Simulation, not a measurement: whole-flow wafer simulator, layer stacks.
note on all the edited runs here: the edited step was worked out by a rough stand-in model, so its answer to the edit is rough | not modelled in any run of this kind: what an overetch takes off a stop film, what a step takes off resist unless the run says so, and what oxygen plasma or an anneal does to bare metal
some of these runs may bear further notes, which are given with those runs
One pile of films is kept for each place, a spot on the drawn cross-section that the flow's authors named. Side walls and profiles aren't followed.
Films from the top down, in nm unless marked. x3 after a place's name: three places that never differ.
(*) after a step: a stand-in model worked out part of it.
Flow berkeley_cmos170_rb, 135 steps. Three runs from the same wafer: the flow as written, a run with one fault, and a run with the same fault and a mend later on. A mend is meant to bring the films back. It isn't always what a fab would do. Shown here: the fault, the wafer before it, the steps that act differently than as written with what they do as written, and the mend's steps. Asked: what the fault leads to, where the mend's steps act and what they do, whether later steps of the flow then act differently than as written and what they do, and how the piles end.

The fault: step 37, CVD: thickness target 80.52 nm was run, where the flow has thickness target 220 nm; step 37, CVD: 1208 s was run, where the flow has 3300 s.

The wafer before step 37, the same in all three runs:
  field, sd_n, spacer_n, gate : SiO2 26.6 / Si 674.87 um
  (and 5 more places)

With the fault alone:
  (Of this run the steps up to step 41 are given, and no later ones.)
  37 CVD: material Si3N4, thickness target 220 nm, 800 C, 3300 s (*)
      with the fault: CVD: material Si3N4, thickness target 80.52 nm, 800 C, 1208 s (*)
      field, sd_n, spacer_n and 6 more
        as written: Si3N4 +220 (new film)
        with the fault: Si3N4 +80.5 (new film)
  No later step of the flow up to step 41 acts differently than as written at any place that is followed.
  After step 41 the piles differ from the flow's by more than 2% or 0.5 nm, whichever is larger, at field, sd_n, spacer_n and 6 more.
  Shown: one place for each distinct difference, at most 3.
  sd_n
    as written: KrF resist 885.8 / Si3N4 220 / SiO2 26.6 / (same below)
    with the fault: KrF resist 885.8 / Si3N4 80.5 / SiO2 26.6 / (same below)
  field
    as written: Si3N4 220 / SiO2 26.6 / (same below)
    with the fault: Si3N4 80.5 / SiO2 26.6 / (same below)

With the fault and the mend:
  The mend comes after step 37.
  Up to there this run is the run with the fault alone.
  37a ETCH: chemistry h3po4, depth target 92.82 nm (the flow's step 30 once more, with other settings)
      field, sd_n, spacer_n and 6 more
        Si3N4 -80.5 (all of it)
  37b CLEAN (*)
      changes no film at any place that is followed
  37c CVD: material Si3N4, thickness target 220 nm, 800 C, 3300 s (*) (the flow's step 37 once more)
      field, sd_n, spacer_n and 6 more
        Si3N4 +220 (new film)
  No later step of the flow acts differently than as written at any place that is followed.
  At the end the piles are the same as the flow's at every place that both follow.
